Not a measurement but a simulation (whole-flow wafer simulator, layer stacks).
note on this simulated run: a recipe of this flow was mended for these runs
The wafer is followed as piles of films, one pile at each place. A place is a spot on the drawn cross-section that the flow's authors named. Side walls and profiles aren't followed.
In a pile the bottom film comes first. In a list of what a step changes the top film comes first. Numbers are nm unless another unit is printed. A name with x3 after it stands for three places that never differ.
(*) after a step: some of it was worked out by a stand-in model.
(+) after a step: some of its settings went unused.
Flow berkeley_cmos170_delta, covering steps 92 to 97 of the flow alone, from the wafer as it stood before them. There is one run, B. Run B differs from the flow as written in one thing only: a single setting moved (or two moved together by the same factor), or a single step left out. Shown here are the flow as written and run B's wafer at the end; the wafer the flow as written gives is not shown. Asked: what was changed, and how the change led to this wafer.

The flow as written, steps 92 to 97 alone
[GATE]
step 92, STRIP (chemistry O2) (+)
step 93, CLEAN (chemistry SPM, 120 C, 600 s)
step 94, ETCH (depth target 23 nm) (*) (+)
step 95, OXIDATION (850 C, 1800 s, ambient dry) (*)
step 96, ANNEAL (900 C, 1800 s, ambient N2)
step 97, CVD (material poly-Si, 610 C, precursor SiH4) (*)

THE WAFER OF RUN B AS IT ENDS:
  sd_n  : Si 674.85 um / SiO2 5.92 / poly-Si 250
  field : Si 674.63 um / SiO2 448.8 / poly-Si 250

The reason: step 95, OXIDATION: 827 C was run, while the flow as written has 850 C.

How this came from the change, step by step:
  step 95, OXIDATION (850 C, 1800 s, ambient dry) (*)
      sd_n, spacer_n, gate, sd_p, spacer_p x2, contact, m1: +5.92 SiO2 (new film), -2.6 Si (as written it would have been: +7.48 SiO2 (new film), -3.29 Si)
